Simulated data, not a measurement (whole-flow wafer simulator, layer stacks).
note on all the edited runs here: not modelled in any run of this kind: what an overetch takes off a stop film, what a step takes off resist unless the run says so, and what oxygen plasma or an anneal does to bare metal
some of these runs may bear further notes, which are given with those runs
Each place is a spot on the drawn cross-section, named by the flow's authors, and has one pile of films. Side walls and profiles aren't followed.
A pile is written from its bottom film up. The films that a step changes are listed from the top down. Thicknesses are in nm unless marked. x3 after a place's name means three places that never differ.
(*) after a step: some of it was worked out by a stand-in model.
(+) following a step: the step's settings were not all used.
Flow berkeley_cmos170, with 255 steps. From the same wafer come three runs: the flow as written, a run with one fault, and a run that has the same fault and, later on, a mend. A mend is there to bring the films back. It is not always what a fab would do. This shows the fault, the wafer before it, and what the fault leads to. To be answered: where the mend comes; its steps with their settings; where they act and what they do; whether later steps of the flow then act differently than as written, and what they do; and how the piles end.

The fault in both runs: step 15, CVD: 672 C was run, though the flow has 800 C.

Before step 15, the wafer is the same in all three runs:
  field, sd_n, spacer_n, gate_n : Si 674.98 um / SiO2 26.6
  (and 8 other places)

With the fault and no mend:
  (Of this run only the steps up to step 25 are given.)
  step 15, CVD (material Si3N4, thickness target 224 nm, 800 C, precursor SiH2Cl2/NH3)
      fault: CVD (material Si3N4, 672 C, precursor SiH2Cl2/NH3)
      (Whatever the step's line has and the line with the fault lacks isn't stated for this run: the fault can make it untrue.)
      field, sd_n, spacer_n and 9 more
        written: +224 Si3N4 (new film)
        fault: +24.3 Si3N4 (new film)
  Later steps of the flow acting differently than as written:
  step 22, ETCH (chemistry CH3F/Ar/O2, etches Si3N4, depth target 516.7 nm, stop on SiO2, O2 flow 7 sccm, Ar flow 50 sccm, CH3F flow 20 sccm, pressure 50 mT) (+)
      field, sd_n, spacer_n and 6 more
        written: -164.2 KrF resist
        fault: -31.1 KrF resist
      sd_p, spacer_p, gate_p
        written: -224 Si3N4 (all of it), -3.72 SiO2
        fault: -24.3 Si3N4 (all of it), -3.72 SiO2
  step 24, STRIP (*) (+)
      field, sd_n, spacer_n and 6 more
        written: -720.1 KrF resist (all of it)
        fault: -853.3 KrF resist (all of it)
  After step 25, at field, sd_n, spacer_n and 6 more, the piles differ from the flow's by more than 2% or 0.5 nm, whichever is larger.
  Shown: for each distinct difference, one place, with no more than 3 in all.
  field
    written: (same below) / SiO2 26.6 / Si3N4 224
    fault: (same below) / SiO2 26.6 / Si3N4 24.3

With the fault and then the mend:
  After step 15 comes the mend.
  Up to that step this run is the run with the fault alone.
  step 15a, CVD (material Si3N4, thickness target 200 nm, 800 C, precursor SiH2Cl2/NH3) (the flow's step 15 again, with other settings)
      field, sd_n, spacer_n and 9 more
        +200 Si3N4
  Later steps of the flow that are run all act as written at every place that is followed, up to a difference of at most 2% or 0.5 nm, whichever is larger.
  At every place that both follow, the piles at the end match the flow's.
